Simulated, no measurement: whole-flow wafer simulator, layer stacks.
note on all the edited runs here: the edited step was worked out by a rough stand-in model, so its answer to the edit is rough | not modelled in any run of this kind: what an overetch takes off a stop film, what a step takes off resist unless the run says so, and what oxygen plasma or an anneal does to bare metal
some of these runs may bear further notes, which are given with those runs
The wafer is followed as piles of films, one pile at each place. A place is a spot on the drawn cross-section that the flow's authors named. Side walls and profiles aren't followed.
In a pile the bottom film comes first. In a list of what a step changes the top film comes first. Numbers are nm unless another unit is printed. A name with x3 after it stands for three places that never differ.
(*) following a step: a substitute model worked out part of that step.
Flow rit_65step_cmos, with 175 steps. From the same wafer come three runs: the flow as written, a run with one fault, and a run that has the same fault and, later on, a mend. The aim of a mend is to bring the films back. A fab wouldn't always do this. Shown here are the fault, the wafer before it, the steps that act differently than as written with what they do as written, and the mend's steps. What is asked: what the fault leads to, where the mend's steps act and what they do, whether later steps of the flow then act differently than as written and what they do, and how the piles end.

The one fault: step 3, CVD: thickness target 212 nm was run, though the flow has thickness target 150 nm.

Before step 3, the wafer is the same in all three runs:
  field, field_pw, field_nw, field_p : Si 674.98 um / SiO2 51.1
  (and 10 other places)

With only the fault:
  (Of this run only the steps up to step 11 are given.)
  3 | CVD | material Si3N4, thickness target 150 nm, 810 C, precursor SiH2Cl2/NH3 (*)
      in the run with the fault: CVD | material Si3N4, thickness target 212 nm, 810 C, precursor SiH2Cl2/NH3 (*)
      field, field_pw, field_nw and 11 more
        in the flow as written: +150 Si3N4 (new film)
        in the run with the fault: +212 Si3N4 (new film)
  Later steps of the flow up to step 11 that are run all act as written at every place that is followed.
  After step 11, at field, field_pw, field_nw and 11 more, the piles differ from the flow's by more than 2% or 0.5 nm, whichever is larger.
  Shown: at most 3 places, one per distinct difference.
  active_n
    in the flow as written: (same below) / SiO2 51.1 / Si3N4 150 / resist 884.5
    in the run with the fault: (same below) / SiO2 51.1 / Si3N4 212 / resist 884.5
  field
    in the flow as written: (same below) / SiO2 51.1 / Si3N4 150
    in the run with the fault: (same below) / SiO2 51.1 / Si3N4 212

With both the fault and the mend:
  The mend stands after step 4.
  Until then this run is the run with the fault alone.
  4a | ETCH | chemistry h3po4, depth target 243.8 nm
      field, field_pw, field_nw and 11 more
        -212 Si3N4 (all of it)
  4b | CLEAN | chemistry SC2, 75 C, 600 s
      does not change any film at any place that is followed
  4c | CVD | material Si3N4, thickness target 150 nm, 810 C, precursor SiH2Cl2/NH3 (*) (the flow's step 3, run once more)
      field, field_pw, field_nw and 11 more
        +150 Si3N4 (new film)
  Later steps of the flow that are run all act as written at every place that is followed.
  By the end, the piles equal the flow's at every place that both follow.
